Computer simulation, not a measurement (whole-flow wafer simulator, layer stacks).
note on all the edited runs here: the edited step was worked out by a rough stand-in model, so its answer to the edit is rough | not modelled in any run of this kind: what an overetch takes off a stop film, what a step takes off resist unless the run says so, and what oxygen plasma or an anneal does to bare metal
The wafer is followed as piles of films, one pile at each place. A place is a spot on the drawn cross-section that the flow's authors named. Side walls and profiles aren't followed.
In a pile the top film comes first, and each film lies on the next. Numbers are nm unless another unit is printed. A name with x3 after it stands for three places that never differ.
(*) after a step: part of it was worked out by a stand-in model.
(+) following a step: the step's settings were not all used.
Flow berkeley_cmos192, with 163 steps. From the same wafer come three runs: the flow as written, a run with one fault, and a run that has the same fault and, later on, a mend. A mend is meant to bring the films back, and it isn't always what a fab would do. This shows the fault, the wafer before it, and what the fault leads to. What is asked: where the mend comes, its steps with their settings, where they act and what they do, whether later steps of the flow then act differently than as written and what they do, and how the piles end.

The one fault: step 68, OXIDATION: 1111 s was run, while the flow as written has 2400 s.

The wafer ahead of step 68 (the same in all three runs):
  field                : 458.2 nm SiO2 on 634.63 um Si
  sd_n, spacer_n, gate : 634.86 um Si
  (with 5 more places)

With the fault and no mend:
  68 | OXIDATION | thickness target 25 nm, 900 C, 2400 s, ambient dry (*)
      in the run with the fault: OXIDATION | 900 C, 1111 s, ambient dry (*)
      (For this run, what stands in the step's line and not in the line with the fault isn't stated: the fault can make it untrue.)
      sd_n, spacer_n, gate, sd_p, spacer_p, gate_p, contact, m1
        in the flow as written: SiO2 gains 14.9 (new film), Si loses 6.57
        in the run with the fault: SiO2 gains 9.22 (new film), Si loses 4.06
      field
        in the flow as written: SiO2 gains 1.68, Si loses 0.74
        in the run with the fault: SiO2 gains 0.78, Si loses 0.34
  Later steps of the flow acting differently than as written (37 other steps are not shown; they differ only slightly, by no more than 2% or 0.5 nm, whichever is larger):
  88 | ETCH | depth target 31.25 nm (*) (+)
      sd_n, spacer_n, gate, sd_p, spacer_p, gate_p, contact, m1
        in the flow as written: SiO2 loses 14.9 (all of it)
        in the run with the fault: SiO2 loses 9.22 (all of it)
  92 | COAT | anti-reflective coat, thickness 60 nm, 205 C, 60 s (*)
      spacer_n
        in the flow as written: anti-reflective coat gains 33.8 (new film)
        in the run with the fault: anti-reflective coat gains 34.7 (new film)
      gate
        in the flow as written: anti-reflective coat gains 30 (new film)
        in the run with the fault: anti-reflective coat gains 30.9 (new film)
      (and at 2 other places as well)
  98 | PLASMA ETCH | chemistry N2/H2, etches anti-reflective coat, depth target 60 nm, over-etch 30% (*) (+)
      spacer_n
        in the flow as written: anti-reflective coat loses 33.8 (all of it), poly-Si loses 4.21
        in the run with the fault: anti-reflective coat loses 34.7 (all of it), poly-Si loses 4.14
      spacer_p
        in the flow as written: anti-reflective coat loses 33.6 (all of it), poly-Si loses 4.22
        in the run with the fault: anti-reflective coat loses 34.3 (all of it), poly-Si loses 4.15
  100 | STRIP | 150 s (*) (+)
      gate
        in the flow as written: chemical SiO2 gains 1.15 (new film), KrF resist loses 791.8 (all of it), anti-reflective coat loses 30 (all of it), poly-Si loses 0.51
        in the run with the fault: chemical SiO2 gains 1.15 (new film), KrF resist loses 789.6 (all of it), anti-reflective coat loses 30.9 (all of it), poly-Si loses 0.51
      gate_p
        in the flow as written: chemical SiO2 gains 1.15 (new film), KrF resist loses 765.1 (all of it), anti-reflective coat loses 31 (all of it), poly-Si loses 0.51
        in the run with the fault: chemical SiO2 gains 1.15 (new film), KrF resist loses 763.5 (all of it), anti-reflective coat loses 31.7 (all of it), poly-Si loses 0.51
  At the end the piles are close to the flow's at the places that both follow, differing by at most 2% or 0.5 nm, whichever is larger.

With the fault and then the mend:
  After step 75 comes the mend.
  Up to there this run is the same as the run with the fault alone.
  75a | STRIP | 150 s (*) (+)
      sd_p
        KrF resist loses 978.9 (all of it)
      spacer_p
        KrF resist loses 960.2 (all of it)
      gate_p
        KrF resist loses 959.3 (all of it)
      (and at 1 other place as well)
  75b | CLEAN | chemistry SPM
      does not change any film at any place that is followed
  75c | OXIDATION | 900 C, 1233 s, ambient dry (*) (a further turn of the flow's step 68, with different settings)
      sd_n, spacer_n, gate, sd_p, spacer_p, gate_p, contact, m1
        SiO2 gains 5.7, Si loses 2.51
      field
        SiO2 gains 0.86, Si loses 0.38
  75d | HMDS (a further turn of the flow's step 70)
      does not change any film at any place that is followed
  75e | COAT | KrF resist, thickness 900 nm (*) (a further turn of the flow's step 71)
      spacer_n, gate
        KrF resist gains 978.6 (new film)
      field
        KrF resist gains 842.4 (new film)
      sd_n
        KrF resist gains 1013.2 (new film)
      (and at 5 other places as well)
  75f | SOFTBAKE | KrF resist (a further turn of the flow's step 72)
      does not change any film at any place that is followed
  75g | EXPOSE | photomask PWELL, dose 30 mJ/cm2, NA 0.5, wavelength 248 nm (*) (a further turn of the flow's step 73)
      does not change any film at any place that is followed
  75h | PEB | KrF resist, 130 C, 60 s (a further turn of the flow's step 74)
      sd_n, m1
        KrF resist loses 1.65
      spacer_n, gate
        KrF resist loses 1.58
      spacer_p, gate_p
        KrF resist loses 1.57
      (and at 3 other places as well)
  75i | DEVELOP | KrF resist, thickness 900 nm, developer developer-D-0.26N, 45 s (a further turn of the flow's step 75)
      sd_p, spacer_p, gate_p, m1
        KrF resist loses 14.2
      spacer_n, gate
        KrF resist loses 977 (all of it)
      field
        KrF resist loses 841.1 (all of it)
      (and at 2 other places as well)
  Later steps of the flow that are run all act as written at every place that is followed, up to a difference of at most 2% or 0.5 nm, whichever is larger.
  At the end the piles are close to the flow's at the places that both follow, differing by at most 2% or 0.5 nm, whichever is larger.
